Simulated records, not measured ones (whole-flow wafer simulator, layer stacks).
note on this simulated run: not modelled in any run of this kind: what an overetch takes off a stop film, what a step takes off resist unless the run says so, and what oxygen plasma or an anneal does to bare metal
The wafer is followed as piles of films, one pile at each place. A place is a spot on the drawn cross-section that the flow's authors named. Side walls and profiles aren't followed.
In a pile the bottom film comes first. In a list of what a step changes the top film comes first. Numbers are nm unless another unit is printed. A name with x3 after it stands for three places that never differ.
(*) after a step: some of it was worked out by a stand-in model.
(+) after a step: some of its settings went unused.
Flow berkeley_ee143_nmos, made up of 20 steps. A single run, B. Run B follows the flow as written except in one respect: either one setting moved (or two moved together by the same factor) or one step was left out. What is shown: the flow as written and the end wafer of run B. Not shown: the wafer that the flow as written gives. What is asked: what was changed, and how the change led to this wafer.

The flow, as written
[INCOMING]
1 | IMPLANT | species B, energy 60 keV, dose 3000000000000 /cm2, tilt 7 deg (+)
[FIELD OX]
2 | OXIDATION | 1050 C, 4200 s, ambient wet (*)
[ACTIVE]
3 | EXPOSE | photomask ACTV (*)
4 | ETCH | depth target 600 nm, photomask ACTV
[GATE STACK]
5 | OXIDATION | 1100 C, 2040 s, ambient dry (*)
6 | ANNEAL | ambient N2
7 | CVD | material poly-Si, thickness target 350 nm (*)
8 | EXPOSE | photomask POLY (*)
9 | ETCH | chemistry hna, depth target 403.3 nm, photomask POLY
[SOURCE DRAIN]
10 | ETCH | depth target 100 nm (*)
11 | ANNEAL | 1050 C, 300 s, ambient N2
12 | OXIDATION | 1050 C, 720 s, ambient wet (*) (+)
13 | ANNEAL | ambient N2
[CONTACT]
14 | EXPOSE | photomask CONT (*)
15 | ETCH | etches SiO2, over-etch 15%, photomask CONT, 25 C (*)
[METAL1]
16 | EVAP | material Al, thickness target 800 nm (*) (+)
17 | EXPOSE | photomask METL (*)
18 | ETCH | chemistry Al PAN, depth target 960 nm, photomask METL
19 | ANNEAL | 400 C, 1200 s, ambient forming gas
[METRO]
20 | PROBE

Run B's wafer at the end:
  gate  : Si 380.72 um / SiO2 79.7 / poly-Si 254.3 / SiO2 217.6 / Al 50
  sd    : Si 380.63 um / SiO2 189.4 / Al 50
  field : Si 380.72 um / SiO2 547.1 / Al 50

What caused this: step 18, ETCH: depth target 750 nm was run, while the flow as written has depth target 960 nm.

The path from the change to this, step by step:
  18 | ETCH | chemistry Al PAN, depth target 960 nm, photomask METL
      gate, sd, field: Al loses 750 (as written it would have been: Al loses 800 (all of it))
Taking metal films that touch as one body, gate has 1 body; the flow as written gives 0 bodies.
Taking metal films that touch as one body, sd has 1 body; the flow as written gives 0 bodies.
Taking metal films that touch as one body, field has 1 body; the flow as written gives 0 bodies.
